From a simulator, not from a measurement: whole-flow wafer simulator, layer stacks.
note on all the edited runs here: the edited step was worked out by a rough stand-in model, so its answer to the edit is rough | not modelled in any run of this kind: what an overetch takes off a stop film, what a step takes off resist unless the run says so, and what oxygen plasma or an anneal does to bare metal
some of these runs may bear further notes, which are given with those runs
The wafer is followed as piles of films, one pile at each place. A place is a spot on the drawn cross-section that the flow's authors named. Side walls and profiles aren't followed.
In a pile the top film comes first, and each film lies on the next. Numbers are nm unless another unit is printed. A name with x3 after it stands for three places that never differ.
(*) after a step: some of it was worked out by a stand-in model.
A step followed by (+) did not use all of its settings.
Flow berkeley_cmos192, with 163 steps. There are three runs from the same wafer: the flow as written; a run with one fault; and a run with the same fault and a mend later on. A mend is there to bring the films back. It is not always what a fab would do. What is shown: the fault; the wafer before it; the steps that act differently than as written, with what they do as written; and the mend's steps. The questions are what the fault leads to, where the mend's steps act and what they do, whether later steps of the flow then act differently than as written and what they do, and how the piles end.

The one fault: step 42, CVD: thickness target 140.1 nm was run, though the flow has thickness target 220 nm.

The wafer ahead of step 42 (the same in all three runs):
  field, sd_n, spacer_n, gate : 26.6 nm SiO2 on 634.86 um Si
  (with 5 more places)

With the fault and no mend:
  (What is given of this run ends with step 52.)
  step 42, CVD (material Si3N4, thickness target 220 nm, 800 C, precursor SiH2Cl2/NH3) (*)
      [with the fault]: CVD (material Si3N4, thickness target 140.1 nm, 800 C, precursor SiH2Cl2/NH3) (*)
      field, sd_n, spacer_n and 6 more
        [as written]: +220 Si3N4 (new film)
        [with the fault]: +140.1 Si3N4 (new film)
  Later steps of the flow acting differently than as written:
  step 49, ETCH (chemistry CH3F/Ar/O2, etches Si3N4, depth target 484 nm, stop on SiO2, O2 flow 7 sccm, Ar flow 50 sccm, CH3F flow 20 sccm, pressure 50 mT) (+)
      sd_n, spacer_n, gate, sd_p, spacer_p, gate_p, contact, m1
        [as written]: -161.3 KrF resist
        [with the fault]: -108.1 KrF resist
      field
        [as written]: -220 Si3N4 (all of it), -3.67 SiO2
        [with the fault]: -140.1 Si3N4 (all of it), -3.67 SiO2
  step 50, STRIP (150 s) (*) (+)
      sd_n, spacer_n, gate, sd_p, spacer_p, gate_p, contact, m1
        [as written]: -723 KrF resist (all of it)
        [with the fault]: -776.3 KrF resist (all of it)
  After step 52, at sd_n, spacer_n, gate, sd_p, spacer_p, gate_p, contact, m1, the piles differ from the flow's by more than 2% or 0.5 nm, whichever is larger.
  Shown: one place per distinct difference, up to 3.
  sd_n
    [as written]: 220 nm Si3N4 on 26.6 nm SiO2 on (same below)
    [with the fault]: 140.1 nm Si3N4 on 26.6 nm SiO2 on (same below)

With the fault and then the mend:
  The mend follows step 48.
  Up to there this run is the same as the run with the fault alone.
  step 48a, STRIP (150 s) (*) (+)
      sd_n, spacer_n, gate, sd_p, spacer_p, gate_p, contact, m1
        -884.4 KrF resist (all of it)
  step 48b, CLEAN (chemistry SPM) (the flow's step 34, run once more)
      leaves every film unchanged at each place that is followed
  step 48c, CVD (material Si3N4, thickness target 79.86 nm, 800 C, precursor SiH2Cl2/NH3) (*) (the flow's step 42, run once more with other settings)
      field, sd_n, spacer_n and 6 more
        +79.9 Si3N4
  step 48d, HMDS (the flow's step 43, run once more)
      leaves every film unchanged at each place that is followed
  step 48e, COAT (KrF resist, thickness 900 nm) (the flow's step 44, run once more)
      field, sd_n, spacer_n and 6 more
        +900 KrF resist (new film)
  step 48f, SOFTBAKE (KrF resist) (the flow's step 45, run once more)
      leaves every film unchanged at each place that is followed
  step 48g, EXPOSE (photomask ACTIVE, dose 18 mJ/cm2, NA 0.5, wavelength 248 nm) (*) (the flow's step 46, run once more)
      leaves every film unchanged at each place that is followed
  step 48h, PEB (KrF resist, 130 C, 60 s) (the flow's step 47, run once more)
      field, sd_n, spacer_n and 6 more
        -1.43 KrF resist
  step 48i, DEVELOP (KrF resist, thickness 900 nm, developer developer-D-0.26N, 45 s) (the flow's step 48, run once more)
      sd_n, spacer_n, gate, sd_p, spacer_p, gate_p, contact, m1
        -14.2 KrF resist
      field
        -898.6 KrF resist (all of it)
  Every later step of the flow that is run acts as written, at every place that is followed, to within 2% or 0.5 nm, whichever is larger.
  By the end, the piles equal the flow's at every place that both follow.
